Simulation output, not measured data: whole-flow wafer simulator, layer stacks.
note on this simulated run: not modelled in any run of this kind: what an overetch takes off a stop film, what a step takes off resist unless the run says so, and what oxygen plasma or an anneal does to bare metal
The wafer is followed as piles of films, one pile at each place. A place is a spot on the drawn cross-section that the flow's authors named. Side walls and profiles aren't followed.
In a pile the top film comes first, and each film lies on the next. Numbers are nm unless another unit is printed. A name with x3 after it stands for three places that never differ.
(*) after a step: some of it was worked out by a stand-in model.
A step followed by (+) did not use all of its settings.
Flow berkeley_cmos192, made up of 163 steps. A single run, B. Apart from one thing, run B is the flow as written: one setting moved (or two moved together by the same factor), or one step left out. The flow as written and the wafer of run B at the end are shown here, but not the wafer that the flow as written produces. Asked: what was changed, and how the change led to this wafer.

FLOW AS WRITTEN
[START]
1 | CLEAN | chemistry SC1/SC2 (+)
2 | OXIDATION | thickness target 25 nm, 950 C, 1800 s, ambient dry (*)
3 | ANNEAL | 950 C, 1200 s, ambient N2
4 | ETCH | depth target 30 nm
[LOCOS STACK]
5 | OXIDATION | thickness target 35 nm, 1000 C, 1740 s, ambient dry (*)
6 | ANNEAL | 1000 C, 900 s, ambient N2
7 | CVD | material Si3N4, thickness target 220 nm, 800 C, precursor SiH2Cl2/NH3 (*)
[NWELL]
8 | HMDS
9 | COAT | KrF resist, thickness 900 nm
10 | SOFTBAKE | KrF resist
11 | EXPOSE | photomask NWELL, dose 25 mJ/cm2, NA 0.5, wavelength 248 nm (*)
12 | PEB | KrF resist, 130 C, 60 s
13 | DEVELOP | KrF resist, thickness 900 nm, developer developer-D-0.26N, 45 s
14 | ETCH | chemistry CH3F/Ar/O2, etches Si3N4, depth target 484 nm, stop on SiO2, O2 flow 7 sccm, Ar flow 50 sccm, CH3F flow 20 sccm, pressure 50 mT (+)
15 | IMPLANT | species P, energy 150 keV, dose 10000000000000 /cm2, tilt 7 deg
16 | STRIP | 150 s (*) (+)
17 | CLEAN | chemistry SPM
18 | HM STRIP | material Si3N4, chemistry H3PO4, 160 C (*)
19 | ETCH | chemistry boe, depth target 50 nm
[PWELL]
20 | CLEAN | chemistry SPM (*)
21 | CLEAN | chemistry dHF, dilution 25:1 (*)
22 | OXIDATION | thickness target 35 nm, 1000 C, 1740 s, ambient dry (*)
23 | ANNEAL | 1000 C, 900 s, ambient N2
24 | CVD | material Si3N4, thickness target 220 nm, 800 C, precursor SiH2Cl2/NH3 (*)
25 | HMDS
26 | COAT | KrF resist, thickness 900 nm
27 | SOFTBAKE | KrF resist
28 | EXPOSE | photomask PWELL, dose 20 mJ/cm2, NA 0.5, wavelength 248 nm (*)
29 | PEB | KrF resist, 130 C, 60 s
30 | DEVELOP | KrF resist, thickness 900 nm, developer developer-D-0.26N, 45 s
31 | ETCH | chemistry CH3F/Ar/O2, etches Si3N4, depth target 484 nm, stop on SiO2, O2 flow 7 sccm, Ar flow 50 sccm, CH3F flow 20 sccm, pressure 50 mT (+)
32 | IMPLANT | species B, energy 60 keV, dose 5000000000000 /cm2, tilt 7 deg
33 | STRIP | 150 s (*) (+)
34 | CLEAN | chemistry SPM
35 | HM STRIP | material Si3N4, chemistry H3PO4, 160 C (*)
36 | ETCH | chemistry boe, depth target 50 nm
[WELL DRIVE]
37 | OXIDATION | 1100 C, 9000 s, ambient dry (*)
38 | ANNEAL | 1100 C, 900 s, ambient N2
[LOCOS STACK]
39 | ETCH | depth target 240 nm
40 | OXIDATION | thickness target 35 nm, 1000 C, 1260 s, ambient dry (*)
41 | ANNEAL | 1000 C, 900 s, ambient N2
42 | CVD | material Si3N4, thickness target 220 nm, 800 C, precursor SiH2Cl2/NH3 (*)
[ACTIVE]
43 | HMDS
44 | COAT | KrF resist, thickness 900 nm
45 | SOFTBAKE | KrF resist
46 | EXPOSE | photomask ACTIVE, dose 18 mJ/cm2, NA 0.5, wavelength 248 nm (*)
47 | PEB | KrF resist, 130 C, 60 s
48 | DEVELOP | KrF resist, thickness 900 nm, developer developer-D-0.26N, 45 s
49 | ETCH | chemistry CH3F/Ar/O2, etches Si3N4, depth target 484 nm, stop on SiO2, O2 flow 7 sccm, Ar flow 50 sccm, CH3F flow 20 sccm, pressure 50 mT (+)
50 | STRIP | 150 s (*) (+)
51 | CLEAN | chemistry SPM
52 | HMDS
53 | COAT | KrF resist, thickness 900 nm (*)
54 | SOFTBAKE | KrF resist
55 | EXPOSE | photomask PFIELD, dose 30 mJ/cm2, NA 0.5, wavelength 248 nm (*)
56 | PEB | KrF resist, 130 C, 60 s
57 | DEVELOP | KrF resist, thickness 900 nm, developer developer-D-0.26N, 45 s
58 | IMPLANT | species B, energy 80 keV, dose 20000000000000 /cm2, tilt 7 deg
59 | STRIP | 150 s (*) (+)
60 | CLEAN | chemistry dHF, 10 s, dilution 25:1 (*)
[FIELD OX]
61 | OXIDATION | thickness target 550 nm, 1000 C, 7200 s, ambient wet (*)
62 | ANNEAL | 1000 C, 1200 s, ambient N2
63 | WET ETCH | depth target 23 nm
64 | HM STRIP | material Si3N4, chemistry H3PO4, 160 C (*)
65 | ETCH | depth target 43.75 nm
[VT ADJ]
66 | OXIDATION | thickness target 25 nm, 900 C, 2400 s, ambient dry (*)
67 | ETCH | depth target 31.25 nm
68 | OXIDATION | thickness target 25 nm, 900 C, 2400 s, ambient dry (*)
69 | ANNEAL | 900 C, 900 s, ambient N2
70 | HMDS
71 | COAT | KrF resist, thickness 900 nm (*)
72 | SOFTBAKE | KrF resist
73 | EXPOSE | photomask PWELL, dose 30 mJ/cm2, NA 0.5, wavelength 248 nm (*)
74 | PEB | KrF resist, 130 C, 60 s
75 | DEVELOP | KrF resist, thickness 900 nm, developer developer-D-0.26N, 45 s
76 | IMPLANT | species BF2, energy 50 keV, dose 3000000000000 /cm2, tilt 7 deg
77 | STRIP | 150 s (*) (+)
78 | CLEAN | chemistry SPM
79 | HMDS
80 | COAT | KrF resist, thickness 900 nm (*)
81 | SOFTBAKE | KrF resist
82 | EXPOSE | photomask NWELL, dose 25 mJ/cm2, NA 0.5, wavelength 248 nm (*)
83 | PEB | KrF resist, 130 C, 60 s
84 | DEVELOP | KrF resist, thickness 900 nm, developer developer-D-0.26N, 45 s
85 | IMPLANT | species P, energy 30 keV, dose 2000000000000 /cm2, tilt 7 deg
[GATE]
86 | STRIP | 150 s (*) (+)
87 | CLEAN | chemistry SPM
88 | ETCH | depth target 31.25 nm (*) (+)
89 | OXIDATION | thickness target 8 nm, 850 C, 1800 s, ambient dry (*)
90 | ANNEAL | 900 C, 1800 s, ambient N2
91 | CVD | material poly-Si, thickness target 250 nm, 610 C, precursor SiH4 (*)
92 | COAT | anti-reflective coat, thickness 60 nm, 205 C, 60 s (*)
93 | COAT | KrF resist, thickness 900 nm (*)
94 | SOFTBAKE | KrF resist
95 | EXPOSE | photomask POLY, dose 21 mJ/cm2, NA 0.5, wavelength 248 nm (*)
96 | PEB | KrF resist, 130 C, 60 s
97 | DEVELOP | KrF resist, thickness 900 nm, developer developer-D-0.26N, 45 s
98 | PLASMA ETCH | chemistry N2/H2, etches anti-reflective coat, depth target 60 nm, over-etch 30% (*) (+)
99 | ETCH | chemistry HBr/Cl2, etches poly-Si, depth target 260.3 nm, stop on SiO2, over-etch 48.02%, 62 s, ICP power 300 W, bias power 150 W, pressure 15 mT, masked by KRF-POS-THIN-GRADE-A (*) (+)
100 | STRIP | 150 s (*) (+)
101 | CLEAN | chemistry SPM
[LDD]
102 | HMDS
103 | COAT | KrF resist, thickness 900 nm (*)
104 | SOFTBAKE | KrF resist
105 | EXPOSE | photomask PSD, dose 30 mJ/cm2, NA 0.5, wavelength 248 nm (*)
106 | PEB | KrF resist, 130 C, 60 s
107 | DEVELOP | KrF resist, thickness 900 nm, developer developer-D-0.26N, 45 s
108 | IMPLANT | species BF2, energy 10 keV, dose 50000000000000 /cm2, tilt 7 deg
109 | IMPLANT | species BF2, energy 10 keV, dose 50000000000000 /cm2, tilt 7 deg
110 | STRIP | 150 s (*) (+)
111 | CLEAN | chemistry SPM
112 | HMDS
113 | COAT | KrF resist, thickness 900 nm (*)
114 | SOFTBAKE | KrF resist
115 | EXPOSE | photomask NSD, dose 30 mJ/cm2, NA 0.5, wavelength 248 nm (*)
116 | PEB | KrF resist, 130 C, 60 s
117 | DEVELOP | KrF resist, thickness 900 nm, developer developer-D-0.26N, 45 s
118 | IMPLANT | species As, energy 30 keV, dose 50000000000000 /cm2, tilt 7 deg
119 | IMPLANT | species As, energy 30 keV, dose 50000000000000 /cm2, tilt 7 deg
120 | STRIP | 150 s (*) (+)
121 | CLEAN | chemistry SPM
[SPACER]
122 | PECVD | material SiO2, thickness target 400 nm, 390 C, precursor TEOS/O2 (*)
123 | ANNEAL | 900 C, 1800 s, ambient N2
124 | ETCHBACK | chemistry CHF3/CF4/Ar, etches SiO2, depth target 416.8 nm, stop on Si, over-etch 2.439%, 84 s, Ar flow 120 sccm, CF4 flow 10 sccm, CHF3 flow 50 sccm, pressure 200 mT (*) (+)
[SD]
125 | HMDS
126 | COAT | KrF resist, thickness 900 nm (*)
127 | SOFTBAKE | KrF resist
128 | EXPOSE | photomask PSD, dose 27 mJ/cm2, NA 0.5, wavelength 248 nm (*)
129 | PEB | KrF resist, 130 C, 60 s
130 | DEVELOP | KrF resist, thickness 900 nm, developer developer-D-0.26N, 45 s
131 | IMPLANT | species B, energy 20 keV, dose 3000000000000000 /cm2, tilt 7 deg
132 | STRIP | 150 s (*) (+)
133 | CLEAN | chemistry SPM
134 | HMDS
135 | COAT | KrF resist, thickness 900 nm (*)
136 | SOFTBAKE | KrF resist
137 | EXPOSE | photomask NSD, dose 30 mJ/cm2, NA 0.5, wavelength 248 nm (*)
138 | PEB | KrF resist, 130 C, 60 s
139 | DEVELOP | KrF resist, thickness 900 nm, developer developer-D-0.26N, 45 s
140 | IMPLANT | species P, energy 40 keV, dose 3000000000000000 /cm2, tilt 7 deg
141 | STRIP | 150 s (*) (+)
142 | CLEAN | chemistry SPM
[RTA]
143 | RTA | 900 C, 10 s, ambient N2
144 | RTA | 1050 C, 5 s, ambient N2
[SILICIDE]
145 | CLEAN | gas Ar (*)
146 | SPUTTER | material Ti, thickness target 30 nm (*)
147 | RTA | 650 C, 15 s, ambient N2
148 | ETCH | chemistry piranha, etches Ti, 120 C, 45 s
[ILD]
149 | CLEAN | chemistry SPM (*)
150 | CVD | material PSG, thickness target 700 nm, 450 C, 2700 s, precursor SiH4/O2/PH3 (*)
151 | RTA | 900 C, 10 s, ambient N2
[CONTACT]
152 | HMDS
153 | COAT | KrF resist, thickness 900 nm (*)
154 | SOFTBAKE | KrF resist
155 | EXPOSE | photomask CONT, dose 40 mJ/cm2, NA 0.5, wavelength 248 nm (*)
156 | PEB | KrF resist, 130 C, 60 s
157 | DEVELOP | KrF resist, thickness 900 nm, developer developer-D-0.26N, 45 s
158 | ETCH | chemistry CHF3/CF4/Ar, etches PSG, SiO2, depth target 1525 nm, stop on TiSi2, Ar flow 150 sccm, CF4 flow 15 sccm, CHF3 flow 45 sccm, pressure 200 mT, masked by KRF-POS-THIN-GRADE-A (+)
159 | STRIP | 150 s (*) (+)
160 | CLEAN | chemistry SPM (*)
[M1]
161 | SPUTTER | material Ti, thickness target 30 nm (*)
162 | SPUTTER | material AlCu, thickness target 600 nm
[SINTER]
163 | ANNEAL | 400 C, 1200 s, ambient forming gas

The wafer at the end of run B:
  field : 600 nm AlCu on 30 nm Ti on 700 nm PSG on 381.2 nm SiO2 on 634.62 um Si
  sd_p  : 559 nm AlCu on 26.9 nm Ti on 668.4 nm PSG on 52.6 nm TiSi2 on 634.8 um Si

The reason: step 63, WET ETCH: depth target 37 nm was run, though the flow has depth target 23 nm.

Step by step, how the change led to this:
  63 | WET ETCH | depth target 23 nm
      field: SiO2 loses 37 (as written it would have been: SiO2 loses 23)
  92 | COAT | anti-reflective coat, thickness 60 nm, 205 C, 60 s (*)
      sd_n: anti-reflective coat gains 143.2 (new film) (as written it would have been: anti-reflective coat gains 152.4 (new film))
      spacer_n: anti-reflective coat gains 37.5 (new film) (as written it would have been: anti-reflective coat gains 33.8 (new film))
      (and at 6 other places as well)
  98 | PLASMA ETCH | chemistry N2/H2, etches anti-reflective coat, depth target 60 nm, over-etch 30% (*) (+)
      sd_n: anti-reflective coat loses 143.2 (all of it), poly-Si loses 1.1 (as written it would have been: anti-reflective coat loses 152.4 (all of it), poly-Si loses 1.17)
      spacer_n: anti-reflective coat loses 37.5 (all of it), poly-Si loses 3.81 (as written it would have been: anti-reflective coat loses 33.8 (all of it), poly-Si loses 4.21)
      (and at 4 other places as well)
  100 | STRIP | 150 s (*) (+)
      gate: chemical SiO2 gains 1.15 (new film), KrF resist loses 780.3 (all of it), anti-reflective coat loses 33.9 (all of it), poly-Si loses 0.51 (as written it would have been: chemical SiO2 gains 1.15 (new film), KrF resist loses 791.8 (all of it), anti-reflective coat loses 30 (all of it), poly-Si loses 0.51)
      gate_p: chemical SiO2 gains 1.15 (new film), KrF resist loses 757.1 (all of it), anti-reflective coat loses 34 (all of it), poly-Si loses 0.51 (as written it would have been: chemical SiO2 gains 1.15 (new film), KrF resist loses 765.1 (all of it), anti-reflective coat loses 31 (all of it), poly-Si loses 0.51)
